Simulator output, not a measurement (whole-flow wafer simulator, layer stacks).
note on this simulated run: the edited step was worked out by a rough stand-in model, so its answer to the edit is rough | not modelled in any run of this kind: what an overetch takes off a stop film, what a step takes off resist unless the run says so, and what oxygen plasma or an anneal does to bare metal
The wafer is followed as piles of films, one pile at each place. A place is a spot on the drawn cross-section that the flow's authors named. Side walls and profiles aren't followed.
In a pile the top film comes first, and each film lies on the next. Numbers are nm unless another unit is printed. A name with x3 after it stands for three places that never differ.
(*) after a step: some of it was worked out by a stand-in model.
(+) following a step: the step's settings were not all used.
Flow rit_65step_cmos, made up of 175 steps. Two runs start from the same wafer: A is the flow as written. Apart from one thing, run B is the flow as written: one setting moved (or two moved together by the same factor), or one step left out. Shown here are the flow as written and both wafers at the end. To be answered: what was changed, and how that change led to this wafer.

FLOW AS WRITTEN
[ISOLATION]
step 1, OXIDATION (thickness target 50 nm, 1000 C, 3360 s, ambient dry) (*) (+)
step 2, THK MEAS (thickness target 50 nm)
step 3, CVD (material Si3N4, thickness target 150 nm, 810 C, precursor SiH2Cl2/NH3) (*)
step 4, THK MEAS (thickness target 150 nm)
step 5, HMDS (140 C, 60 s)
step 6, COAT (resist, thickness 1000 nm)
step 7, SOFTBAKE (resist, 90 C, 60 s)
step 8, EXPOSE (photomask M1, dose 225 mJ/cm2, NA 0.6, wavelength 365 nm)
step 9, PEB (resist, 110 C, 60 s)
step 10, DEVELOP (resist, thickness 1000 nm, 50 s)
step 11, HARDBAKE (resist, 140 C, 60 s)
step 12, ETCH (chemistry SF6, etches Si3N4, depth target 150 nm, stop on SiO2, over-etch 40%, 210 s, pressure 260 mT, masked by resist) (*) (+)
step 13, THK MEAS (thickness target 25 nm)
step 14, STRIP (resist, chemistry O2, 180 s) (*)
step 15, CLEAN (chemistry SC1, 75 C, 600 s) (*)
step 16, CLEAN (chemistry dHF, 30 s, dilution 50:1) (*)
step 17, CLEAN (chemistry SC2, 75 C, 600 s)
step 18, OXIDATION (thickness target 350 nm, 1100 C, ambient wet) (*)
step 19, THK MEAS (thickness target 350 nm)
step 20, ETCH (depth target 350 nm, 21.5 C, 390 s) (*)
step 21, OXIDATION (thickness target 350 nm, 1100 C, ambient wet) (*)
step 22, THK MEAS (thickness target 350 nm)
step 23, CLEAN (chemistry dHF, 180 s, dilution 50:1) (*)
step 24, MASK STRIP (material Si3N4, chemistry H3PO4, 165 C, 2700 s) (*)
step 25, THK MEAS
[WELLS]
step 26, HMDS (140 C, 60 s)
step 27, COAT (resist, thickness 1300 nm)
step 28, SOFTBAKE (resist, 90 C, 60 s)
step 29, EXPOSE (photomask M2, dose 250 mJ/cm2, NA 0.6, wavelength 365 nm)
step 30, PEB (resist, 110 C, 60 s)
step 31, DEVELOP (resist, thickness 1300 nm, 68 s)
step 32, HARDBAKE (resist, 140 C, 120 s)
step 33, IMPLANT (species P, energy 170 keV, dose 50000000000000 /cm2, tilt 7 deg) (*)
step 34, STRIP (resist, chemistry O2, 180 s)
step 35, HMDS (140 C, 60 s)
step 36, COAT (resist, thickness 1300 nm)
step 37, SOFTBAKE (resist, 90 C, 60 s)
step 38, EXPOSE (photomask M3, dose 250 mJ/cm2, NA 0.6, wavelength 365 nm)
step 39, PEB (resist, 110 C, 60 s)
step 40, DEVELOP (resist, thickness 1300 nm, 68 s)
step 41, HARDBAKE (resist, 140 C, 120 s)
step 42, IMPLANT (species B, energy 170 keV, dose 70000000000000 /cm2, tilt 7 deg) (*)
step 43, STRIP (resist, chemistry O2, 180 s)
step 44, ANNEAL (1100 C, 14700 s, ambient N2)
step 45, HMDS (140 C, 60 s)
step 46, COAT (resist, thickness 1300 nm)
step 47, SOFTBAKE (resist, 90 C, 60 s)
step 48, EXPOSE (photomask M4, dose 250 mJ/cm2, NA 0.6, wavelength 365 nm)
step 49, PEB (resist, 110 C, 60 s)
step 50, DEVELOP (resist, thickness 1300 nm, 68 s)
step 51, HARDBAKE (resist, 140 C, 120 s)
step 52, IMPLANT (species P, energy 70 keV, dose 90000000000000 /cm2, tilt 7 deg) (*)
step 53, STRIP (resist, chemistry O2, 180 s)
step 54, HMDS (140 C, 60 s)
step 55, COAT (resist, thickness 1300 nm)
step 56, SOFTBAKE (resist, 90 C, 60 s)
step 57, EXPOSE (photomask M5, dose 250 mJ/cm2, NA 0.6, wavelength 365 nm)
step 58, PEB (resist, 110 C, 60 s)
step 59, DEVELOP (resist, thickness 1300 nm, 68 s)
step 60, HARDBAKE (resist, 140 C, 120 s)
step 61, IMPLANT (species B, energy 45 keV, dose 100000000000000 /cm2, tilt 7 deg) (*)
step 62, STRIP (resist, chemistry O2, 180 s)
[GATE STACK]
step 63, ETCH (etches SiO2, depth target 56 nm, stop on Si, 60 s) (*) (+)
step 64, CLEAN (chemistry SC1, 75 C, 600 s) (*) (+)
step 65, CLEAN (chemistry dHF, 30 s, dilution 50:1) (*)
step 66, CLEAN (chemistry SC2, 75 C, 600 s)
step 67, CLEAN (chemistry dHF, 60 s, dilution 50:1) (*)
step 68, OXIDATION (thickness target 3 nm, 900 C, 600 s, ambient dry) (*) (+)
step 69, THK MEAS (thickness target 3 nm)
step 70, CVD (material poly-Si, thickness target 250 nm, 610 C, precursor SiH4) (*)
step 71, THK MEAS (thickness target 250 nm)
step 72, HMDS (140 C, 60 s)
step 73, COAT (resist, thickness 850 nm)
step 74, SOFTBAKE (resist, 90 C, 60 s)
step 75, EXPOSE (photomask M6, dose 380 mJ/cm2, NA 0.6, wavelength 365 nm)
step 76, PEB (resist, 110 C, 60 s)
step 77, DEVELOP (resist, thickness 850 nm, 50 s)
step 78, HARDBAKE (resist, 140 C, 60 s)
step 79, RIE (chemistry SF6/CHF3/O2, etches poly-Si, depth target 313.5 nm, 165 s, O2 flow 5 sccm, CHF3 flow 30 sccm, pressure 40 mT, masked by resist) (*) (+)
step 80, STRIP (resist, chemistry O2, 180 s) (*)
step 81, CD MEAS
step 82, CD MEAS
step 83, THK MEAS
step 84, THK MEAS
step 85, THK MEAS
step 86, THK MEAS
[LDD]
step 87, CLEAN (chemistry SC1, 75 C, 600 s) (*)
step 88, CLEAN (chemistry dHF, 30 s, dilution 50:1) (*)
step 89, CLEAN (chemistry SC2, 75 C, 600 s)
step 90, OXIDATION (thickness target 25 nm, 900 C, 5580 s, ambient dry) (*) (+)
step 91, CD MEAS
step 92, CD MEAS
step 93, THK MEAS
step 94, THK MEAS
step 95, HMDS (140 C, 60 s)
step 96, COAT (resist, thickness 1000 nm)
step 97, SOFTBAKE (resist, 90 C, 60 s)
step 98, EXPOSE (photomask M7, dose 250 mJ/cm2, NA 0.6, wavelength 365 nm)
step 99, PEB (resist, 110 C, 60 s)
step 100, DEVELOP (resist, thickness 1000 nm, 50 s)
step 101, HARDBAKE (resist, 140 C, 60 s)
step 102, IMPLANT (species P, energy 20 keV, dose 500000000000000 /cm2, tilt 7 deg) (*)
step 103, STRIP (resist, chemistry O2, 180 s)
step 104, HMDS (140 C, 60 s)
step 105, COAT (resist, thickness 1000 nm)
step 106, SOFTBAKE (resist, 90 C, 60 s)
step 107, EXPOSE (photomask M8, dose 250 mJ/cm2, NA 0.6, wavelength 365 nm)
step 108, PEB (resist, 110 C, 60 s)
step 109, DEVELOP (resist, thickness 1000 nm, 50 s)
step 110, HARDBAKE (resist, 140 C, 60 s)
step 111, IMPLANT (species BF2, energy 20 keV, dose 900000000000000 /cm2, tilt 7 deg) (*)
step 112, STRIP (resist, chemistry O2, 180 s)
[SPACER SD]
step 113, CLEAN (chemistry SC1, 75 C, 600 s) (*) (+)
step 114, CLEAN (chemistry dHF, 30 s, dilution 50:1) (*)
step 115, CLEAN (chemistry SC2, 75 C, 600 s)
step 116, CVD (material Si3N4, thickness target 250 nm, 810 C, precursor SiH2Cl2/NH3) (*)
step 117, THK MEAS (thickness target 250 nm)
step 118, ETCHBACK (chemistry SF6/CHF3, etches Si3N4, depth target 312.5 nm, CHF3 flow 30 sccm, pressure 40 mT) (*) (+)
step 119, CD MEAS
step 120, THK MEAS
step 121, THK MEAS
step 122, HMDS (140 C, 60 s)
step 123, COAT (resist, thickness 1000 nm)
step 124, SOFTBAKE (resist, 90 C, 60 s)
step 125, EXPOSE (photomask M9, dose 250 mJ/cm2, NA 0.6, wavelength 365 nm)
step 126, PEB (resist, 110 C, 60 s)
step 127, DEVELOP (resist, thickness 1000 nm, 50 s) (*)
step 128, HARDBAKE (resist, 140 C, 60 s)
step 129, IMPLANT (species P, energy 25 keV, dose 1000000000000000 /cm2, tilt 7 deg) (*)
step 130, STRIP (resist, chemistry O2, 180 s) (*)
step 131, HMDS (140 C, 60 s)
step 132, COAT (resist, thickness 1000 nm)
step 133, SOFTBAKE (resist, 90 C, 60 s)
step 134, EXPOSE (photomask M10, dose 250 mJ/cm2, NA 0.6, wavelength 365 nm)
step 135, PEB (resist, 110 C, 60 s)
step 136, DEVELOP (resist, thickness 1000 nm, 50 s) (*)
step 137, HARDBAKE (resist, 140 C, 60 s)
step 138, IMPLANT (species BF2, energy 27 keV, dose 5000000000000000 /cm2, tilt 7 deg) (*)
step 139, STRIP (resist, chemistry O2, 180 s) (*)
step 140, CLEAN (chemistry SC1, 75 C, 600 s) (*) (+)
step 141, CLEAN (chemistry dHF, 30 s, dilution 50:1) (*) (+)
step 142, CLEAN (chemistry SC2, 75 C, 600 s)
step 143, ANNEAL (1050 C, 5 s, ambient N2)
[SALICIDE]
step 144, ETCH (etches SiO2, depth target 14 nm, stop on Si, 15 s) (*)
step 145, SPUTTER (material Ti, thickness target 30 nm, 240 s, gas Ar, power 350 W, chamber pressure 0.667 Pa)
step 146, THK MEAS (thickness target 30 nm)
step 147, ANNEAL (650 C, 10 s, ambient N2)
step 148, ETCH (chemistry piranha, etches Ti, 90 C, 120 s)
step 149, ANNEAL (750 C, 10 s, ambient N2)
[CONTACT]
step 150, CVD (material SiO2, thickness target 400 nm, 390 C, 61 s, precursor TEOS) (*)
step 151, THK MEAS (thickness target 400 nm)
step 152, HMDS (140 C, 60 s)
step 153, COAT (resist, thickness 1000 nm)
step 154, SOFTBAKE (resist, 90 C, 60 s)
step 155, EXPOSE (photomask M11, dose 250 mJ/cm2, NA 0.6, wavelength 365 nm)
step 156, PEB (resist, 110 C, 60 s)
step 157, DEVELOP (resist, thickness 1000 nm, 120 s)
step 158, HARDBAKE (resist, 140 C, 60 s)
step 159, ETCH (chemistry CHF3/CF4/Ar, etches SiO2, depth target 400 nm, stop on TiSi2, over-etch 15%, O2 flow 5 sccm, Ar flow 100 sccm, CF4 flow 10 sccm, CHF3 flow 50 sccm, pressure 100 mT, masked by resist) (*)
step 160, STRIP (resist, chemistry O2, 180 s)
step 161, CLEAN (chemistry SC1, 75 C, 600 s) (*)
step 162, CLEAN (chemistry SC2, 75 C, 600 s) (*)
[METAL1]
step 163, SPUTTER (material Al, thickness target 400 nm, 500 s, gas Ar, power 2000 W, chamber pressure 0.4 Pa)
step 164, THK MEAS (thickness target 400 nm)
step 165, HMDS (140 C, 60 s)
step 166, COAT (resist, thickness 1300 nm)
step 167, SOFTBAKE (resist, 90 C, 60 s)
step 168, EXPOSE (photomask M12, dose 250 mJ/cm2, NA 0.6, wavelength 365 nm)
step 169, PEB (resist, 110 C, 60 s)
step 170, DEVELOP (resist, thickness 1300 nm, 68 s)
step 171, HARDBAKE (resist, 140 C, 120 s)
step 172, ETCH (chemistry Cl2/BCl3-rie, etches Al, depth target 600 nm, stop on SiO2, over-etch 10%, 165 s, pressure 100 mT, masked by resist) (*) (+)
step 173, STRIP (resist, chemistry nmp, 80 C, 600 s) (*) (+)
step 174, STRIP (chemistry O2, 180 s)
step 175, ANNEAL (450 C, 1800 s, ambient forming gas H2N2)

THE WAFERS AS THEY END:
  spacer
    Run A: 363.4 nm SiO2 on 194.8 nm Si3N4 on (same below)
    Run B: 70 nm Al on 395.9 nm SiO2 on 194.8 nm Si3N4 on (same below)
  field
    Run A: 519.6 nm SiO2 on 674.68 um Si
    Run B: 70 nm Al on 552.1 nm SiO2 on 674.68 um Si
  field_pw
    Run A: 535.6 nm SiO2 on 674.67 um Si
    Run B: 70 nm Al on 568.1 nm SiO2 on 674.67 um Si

The reason: step 172, ETCH: depth target 300 nm was run, while the flow as written has depth target 600 nm.

How this came from the change, step by step:
  step 172, ETCH (chemistry Cl2/BCl3-rie, etches Al, depth target 600 nm, stop on SiO2, over-etch 10%, 165 s, pressure 100 mT, masked by resist) (*) (+)
      field, field_pw, field_p, spacer, spacer_p: A -400 Al (all of it), -32.5 SiO2 | B -330 Al
      gate_n, gate_p: A -396 Al (all of it), -33 SiO2 | B -330 Al
      (also at 1 further place)
Taking metal films that touch as one body, spacer has 1 body; the flow as written gives 0 bodies.
Taking metal films that touch as one body, field has 1 body; the flow as written gives 0 bodies.
Taking metal films that touch as one body, field_pw has 1 body; the flow as written gives 0 bodies.
